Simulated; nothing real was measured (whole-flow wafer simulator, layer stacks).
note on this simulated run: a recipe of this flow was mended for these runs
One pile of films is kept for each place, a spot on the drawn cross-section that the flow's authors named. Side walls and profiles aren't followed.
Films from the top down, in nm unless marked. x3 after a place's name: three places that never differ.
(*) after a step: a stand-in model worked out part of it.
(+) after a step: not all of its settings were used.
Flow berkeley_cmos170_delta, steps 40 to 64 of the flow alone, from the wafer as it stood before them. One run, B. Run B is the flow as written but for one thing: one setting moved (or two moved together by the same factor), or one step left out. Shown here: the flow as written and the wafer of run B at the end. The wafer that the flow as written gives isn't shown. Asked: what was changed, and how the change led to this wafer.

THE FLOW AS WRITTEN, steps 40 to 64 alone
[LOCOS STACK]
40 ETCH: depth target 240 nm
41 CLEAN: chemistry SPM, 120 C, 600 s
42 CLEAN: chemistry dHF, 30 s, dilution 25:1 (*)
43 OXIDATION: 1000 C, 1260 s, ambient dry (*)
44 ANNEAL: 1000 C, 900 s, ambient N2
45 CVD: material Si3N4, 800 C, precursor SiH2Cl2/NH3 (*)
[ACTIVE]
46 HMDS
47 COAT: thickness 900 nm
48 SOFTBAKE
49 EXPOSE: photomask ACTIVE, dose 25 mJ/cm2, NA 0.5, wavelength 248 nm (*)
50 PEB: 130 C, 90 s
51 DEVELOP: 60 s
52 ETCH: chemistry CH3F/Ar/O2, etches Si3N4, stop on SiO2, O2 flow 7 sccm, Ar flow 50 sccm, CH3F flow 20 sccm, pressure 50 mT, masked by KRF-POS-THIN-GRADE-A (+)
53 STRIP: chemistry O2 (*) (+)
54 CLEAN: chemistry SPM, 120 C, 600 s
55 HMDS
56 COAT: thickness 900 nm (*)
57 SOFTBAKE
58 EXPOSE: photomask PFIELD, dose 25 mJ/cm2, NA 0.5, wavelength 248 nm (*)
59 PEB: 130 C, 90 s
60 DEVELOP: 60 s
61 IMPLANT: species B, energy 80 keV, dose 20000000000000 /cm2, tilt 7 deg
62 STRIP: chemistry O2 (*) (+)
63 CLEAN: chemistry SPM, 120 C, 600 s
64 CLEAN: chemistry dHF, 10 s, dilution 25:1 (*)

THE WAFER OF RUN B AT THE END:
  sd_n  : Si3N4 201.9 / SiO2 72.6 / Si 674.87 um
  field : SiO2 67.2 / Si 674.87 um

The cause: step 40, ETCH: depth target 134 nm was run, where the flow has depth target 240 nm.

How the change led to this, step by step:
  40 ETCH: depth target 240 nm
      field, sd_n, spacer_n and 6 more: SiO2 -134 (as written it would be: SiO2 -197.6 (all of it))
  41 CLEAN: chemistry SPM, 120 C, 600 s
      field, sd_n, spacer_n and 6 more: nothing (as written it would be: chemical SiO2 +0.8 (new film), Si -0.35)
  42 CLEAN: chemistry dHF, 30 s, dilution 25:1 (*)
      field, sd_n, spacer_n and 6 more: SiO2 -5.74 (as written it would be: chemical SiO2 -0.8 (all of it))
  43 OXIDATION: 1000 C, 1260 s, ambient dry (*)
      field, sd_n, spacer_n and 6 more: SiO2 +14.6, Si -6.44 (as written it would be: SiO2 +26.6 (new film), Si -11.7)
